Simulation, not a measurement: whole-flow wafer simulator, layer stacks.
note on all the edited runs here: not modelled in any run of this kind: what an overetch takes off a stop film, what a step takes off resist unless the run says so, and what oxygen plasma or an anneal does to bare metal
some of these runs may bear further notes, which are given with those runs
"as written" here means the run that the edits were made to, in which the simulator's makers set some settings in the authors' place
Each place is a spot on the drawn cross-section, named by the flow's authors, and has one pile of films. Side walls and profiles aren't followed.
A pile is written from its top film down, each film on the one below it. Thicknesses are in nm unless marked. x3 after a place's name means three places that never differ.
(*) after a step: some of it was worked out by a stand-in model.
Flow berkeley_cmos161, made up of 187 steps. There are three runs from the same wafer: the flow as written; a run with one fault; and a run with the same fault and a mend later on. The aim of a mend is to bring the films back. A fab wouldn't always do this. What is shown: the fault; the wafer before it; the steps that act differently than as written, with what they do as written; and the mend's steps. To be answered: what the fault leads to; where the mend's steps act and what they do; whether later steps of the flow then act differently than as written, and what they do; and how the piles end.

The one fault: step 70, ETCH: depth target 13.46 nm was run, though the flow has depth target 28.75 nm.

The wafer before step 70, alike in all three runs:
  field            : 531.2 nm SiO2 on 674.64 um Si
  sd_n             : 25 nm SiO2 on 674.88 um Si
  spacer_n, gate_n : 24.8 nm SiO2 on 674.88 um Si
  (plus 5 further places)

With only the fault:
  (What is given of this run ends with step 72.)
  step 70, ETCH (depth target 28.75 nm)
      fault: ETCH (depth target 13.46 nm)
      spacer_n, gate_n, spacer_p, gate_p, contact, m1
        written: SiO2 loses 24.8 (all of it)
        fault: SiO2 loses 13.5
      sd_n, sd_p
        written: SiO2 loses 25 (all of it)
        fault: SiO2 loses 13.5
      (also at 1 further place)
  Later steps of the flow acting differently than as written:
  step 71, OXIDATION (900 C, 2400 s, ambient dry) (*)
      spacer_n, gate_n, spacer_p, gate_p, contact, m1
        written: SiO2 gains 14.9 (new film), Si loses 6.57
        fault: SiO2 gains 11.7, Si loses 5.14
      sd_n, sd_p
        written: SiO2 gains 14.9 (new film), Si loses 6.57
        fault: SiO2 gains 11.6, Si loses 5.12
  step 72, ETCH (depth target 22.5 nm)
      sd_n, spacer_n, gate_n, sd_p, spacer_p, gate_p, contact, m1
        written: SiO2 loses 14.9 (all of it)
        fault: SiO2 loses 22.5
  Once step 72 is done, the piles at field, sd_n, spacer_n and 6 more depart from the flow's by more than 2% or 0.5 nm, whichever is larger.
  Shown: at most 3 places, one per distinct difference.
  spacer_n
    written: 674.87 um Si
    fault: 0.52 nm SiO2 on 674.87 um Si
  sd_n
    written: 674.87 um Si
    fault: 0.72 nm SiO2 on 674.87 um Si
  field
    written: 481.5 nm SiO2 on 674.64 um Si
    fault: 496.8 nm SiO2 on 674.64 um Si

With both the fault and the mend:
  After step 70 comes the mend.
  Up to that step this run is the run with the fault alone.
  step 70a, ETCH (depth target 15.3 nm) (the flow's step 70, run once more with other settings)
      spacer_n, gate_n, spacer_p, gate_p, contact, m1
        SiO2 loses 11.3 (all of it)
      sd_n, sd_p
        SiO2 loses 11.6 (all of it)
      field
        SiO2 loses 15.3
  Later steps of the flow that are run all act as written at every place that is followed, up to a difference of at most 2% or 0.5 nm, whichever is larger.
  The piles end the same as the flow's at every place that both follow.
